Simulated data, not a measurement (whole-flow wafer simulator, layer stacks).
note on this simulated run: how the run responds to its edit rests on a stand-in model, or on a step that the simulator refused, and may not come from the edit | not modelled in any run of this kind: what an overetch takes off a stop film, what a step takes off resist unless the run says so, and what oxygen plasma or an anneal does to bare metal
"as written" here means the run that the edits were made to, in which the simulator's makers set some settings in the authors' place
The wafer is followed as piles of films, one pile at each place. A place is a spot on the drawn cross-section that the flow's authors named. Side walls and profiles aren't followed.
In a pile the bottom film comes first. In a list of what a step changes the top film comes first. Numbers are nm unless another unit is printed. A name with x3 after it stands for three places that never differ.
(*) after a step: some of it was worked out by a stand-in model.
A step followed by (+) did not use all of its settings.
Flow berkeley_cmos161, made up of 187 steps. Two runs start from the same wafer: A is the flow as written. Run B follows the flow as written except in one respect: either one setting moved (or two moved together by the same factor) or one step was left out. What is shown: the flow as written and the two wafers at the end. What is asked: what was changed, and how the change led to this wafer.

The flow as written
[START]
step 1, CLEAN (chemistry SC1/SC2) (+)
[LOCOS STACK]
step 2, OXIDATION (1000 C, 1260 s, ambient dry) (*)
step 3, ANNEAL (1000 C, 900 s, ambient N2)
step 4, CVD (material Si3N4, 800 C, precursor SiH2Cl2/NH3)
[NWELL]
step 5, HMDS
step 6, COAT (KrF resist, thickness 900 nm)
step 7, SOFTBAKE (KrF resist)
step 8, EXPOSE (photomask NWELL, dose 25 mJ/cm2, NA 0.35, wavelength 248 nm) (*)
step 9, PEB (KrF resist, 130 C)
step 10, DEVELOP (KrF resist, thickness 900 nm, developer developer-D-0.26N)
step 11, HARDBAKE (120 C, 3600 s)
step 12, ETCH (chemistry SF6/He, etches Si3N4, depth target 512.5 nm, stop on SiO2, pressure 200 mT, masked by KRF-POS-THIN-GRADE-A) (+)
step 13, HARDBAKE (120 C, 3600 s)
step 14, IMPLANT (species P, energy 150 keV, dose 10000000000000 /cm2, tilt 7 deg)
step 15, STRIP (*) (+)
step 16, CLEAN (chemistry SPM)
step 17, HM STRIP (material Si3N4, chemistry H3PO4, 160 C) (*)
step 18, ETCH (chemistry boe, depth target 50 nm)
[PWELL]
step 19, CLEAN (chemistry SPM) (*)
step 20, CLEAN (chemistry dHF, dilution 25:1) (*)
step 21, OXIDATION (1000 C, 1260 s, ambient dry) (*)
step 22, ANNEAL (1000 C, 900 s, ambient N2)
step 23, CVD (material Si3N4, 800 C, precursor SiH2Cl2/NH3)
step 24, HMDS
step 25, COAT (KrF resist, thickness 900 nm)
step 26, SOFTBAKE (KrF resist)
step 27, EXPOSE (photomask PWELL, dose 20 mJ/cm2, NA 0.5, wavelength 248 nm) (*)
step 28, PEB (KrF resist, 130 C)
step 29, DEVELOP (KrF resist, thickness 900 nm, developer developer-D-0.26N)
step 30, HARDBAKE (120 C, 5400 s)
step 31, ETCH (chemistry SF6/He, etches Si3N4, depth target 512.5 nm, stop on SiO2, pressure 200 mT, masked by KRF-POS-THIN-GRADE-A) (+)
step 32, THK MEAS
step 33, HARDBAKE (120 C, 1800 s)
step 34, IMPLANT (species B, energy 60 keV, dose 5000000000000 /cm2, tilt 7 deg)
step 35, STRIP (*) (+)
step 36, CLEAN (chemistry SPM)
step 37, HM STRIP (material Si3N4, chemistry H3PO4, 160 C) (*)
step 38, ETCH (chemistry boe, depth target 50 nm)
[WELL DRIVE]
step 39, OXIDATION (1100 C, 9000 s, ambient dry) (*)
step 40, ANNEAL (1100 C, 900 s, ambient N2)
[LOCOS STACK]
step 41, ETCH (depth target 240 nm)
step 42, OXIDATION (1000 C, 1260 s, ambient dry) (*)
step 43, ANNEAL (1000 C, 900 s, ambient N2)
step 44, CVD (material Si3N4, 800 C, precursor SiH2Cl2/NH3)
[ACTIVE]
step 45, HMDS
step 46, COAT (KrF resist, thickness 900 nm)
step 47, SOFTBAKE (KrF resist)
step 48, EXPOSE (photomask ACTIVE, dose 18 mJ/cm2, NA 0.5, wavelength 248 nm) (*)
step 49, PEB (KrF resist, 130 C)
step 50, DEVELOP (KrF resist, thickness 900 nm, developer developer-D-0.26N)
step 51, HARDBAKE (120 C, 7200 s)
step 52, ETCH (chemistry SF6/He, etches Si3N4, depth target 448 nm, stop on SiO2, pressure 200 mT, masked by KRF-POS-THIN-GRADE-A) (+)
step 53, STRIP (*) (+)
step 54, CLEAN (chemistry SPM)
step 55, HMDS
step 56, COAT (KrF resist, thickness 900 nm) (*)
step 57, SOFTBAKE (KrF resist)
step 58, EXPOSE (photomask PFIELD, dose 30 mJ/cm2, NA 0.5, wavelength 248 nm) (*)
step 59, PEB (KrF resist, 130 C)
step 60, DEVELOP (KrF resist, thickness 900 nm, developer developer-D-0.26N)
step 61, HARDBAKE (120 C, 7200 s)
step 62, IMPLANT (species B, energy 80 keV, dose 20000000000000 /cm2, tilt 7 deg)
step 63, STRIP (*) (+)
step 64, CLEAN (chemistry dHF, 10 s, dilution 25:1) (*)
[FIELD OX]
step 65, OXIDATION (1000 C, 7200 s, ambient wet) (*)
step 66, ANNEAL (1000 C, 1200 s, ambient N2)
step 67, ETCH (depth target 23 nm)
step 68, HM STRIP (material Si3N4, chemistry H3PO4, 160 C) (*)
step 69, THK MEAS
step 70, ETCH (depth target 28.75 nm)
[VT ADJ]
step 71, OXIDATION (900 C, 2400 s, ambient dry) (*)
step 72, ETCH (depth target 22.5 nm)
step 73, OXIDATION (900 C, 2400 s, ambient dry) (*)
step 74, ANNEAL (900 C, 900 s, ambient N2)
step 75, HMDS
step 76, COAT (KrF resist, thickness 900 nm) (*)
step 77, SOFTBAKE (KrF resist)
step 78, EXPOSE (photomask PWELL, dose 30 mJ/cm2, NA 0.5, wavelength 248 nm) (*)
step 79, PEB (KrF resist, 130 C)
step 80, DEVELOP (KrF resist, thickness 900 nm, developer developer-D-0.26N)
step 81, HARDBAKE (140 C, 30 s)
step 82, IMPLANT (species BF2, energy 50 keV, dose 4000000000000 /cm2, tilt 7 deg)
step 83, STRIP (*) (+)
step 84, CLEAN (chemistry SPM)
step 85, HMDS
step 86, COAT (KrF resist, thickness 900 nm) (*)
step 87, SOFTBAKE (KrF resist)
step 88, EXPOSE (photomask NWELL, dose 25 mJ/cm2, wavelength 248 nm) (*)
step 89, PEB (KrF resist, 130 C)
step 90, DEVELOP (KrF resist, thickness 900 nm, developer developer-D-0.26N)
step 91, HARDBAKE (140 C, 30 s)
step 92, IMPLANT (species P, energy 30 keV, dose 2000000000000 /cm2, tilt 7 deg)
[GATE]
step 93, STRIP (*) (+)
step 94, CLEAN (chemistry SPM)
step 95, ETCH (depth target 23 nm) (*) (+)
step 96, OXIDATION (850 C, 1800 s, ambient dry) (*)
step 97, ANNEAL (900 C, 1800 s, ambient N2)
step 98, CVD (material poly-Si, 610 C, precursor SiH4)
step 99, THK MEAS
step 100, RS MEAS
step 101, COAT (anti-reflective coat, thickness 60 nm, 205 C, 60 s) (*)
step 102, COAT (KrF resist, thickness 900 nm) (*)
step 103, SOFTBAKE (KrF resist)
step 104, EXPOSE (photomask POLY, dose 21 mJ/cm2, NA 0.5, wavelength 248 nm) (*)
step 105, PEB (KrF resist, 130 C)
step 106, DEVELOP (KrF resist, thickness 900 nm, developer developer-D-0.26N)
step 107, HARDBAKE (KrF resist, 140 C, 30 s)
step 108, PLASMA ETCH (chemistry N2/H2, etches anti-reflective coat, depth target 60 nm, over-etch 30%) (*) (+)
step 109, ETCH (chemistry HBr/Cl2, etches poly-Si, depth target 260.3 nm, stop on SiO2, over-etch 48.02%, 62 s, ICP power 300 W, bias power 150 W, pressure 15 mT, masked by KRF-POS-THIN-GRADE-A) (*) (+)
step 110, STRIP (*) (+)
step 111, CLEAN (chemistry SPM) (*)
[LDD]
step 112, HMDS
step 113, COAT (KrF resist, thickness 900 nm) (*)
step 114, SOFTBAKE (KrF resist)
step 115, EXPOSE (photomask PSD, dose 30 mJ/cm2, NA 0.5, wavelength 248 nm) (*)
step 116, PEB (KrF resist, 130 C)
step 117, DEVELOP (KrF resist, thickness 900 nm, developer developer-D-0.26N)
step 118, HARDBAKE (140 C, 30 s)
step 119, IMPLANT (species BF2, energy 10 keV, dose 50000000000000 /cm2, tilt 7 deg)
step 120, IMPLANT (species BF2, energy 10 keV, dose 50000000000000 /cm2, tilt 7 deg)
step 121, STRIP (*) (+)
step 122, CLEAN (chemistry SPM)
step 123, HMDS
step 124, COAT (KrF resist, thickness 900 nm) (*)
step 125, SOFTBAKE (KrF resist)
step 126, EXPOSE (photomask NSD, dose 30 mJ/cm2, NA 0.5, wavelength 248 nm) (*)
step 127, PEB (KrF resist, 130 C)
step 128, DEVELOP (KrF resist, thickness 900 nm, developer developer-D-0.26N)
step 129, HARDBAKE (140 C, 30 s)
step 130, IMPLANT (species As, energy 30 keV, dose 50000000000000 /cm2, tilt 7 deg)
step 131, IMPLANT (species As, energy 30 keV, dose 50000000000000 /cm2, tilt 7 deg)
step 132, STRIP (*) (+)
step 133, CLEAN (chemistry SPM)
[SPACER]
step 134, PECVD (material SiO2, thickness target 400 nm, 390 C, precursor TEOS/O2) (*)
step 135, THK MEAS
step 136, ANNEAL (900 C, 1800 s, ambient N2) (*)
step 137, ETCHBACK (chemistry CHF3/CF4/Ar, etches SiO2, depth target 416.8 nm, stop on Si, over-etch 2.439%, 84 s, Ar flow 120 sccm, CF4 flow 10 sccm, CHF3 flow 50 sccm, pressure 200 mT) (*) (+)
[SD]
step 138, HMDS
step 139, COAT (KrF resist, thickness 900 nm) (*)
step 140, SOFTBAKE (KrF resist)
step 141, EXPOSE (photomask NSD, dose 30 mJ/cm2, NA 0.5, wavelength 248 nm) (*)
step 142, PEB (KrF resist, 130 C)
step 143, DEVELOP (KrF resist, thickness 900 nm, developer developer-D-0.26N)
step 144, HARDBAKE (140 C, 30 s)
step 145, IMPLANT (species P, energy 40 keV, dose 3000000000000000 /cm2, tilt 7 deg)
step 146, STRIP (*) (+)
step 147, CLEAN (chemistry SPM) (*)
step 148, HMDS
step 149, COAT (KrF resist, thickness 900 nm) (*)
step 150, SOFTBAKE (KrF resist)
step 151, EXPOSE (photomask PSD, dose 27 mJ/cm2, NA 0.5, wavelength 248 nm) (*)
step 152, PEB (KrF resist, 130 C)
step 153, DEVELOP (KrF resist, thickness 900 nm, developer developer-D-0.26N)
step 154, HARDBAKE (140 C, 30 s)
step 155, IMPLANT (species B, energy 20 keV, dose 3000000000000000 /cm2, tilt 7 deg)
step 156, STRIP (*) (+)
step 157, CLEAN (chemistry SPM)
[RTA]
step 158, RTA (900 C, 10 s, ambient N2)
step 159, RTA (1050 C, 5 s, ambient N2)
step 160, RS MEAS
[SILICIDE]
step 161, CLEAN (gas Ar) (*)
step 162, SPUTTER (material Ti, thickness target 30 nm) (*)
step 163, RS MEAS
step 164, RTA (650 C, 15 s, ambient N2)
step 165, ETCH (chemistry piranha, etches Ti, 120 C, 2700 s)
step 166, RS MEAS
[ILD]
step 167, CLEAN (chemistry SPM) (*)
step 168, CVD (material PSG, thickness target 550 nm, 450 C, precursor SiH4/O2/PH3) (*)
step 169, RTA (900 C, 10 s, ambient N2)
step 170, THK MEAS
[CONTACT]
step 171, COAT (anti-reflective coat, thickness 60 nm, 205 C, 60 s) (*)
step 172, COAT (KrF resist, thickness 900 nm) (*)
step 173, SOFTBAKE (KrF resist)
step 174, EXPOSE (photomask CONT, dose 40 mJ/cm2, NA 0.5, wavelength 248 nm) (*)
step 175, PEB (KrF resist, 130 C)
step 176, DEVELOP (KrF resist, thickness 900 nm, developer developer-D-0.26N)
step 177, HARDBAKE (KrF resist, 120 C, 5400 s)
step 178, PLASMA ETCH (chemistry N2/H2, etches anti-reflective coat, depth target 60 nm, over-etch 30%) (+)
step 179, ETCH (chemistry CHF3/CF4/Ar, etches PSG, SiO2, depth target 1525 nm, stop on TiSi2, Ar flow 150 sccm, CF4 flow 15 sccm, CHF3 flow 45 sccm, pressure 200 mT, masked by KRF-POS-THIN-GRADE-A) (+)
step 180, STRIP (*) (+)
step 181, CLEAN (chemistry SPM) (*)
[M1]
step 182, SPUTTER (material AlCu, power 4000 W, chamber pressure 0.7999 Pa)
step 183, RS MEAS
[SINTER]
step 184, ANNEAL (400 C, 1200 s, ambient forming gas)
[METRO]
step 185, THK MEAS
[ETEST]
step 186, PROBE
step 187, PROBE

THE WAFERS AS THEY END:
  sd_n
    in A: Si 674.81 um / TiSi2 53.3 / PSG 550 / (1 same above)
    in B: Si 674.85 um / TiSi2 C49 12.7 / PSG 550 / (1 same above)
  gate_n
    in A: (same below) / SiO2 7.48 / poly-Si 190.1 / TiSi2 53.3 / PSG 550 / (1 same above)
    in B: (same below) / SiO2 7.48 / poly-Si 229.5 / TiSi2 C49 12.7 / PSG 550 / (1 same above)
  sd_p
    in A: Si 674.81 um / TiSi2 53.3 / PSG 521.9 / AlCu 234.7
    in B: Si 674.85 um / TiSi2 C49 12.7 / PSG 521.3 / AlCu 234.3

Cause: step 164, RTA: 552 C was run, while the flow as written has 650 C.

How this came from the change, step by step:
  step 164, RTA (650 C, 15 s, ambient N2)
      sd_n, sd_p, contact, m1: A Ti loses 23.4, TiSi first gains 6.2 (new film), TiSi2 C49 gains 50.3 (new film), Si loses 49 | B Ti loses 6.11, TiSi first gains 10.5 (new film), Si loses 6.93
      gate_n, gate_p: A Ti loses 23.4, TiSi first gains 6.2 (new film), TiSi2 C49 gains 50.3 (new film), poly-Si loses 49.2 | B Ti loses 6.11, TiSi first gains 10.5 (new film), poly-Si loses 6.96
  step 165, ETCH (chemistry piranha, etches Ti, 120 C, 2700 s)
      sd_n, gate_n, sd_p, gate_p, contact, m1: A Ti loses 6.6 (all of it), TiSi first loses 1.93 | B Ti loses 23.9 (all of it), TiSi first loses 1.92
  step 169, RTA (900 C, 10 s, ambient N2)
      sd_n, sd_p, contact, m1: A under 1 film: TiSi2 gains 53.3 (new film), TiSi first loses 4.27 (all of it), TiSi2 C49 loses 50.3 (all of it), Si loses 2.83 | B under 1 film: TiSi2 C49 gains 12.7 (new film), TiSi first loses 8.53 (all of it), Si loses 5.66
      gate_n, gate_p: A under 1 film: TiSi2 gains 53.3 (new film), TiSi first loses 4.27 (all of it), TiSi2 C49 loses 50.3 (all of it), poly-Si loses 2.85 | B under 1 film: TiSi2 C49 gains 12.7 (new film), TiSi first loses 8.53 (all of it), poly-Si loses 5.69
  step 179, ETCH (chemistry CHF3/CF4/Ar, etches PSG, SiO2, depth target 1525 nm, stop on TiSi2, Ar flow 150 sccm, CF4 flow 15 sccm, CHF3 flow 45 sccm, pressure 200 mT, masked by KRF-POS-THIN-GRADE-A) (+)
      contact: A PSG loses 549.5 (all of it), TiSi2 loses 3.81 | B PSG loses 549.5 (all of it)
